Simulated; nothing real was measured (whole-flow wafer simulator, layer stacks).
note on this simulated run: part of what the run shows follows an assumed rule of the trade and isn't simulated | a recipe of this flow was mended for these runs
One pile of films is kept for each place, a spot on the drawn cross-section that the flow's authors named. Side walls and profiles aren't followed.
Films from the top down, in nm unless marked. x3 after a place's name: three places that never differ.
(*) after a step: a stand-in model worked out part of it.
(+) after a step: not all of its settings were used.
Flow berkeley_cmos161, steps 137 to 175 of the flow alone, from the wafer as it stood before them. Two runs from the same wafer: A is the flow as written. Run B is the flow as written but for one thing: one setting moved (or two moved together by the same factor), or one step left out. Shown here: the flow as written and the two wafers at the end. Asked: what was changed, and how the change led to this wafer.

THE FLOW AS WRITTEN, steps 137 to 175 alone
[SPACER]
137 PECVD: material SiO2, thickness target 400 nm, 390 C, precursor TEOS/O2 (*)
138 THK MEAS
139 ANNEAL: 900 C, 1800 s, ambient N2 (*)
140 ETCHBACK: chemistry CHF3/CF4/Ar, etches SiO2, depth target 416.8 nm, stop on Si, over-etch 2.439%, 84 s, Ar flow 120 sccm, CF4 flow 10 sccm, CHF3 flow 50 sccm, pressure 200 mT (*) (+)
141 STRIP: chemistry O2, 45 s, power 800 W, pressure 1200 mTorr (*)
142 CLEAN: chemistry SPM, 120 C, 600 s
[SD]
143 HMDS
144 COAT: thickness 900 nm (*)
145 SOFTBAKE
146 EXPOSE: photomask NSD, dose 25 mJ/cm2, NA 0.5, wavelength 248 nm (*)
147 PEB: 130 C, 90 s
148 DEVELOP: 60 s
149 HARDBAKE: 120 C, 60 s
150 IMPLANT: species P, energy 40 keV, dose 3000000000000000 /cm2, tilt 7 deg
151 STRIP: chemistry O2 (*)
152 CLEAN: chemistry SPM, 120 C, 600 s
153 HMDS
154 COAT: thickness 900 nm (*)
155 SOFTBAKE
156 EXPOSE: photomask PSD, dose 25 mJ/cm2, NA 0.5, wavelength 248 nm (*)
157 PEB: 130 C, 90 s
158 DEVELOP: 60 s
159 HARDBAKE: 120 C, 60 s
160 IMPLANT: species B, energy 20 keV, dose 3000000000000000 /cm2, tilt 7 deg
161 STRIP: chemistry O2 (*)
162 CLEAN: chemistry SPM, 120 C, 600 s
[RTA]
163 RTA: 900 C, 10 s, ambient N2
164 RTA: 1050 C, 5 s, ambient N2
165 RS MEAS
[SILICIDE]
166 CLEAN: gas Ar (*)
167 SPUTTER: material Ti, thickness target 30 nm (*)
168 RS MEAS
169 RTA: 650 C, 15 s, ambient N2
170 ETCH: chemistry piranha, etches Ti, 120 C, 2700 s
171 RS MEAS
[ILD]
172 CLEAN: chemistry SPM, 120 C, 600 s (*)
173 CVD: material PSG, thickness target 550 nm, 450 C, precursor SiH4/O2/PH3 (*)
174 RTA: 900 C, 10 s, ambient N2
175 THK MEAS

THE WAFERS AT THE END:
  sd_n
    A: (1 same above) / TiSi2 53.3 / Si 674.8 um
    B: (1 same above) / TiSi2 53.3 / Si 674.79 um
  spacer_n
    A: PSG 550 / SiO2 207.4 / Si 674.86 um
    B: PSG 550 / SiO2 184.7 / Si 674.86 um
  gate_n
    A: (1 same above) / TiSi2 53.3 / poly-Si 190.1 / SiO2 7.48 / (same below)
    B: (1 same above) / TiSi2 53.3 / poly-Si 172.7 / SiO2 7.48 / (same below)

The cause: step 137, PECVD: thickness target 200 nm was run, where the flow has thickness target 400 nm.

How the change led to this, step by step:
  137 PECVD: material SiO2, thickness target 400 nm, 390 C, precursor TEOS/O2 (*)
      field, sd_n, contact, m1: A SiO2 +400 | B SiO2 +200
      spacer_n, sd_p, spacer_p: A SiO2 +385.3 | B SiO2 +193.1
      (and at 2 more places)
  139 ANNEAL: 900 C, 1800 s, ambient N2 (*)
      field, sd_n, gate_n, gate_p, contact, m1: A SiO2 -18 | B SiO2 -9
      spacer_n, sd_p, spacer_p: A SiO2 -17.3 | B SiO2 -8.69
  140 ETCHBACK: chemistry CHF3/CF4/Ar, etches SiO2, depth target 416.8 nm, stop on Si, over-etch 2.439%, 84 s, Ar flow 120 sccm, CF4 flow 10 sccm, CHF3 flow 50 sccm, pressure 200 mT (*) (+)
      spacer_n, spacer_p: A SiO2 -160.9 | B nothing
      gate_n, gate_p: A SiO2 -382 (all of it), chemical SiO2 -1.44 (all of it), poly-Si -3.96 | B SiO2 -191 (all of it), chemical SiO2 -1.44 (all of it), poly-Si -21.3
      (and at 4 more places)
  144 COAT: thickness 900 nm (*)
      field: A KrF-resist +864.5 (new film) | B KrF-resist +905.4 (new film)
      sd_n: A KrF-resist +1006.2 (new film) | B KrF-resist +909.3 (new film)
      (and at 7 more places)
  148 DEVELOP: 60 s
      sd_n: A KrF-resist -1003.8 (all of it) | B KrF-resist -907.2 (all of it)
      spacer_n: A KrF-resist -811.1 (all of it) | B KrF-resist -750.1 (all of it)
      (and at 3 more places)
  149 HARDBAKE: 120 C, 60 s
      field: A KrF-resist -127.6 | B KrF-resist -133.7
      sd_p: A KrF-resist -149.5 | B KrF-resist -138.2
      (and at 2 more places)
  151 STRIP: chemistry O2 (*)
      field: A KrF-resist -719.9 (all of it) | B KrF-resist -754.6 (all of it)
      sd_p: A KrF-resist -844.3 (all of it), chemical SiO2 +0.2, Si -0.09 | B KrF-resist -779.8 (all of it), chemical SiO2 +0.19, Si -0.08
      (and at 2 more places)
  154 COAT: thickness 900 nm (*)
      field: A KrF-resist +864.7 (new film) | B KrF-resist +905.5 (new film)
      sd_n: A KrF-resist +1006.1 (new film) | B KrF-resist +909.2 (new film)
      (and at 7 more places)
  158 DEVELOP: 60 s
      sd_p: A KrF-resist -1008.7 (all of it) | B KrF-resist -932.9 (all of it)
      spacer_p: A KrF-resist -804.3 (all of it) | B KrF-resist -749.9 (all of it)
      (and at 1 more place)
  159 HARDBAKE: 120 C, 60 s
      field: A KrF-resist -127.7 | B KrF-resist -133.7
      sd_n: A KrF-resist -148.7 | B KrF-resist -134.3
      (and at 4 more places)
  161 STRIP: chemistry O2 (*)
      gate_n: A KrF-resist -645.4 (all of it), chemical SiO2 +0.08, poly-Si -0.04 | B KrF-resist -589.7 (all of it), chemical SiO2 +0.08
      field: A KrF-resist -720.1 (all of it) | B KrF-resist -754.6 (all of it)
      (and at 4 more places)
  173 CVD: material PSG, thickness target 550 nm, 450 C, precursor SiH4/O2/PH3 (*)
      sd_p: A PSG +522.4 (new film) | B PSG +550 (new film)
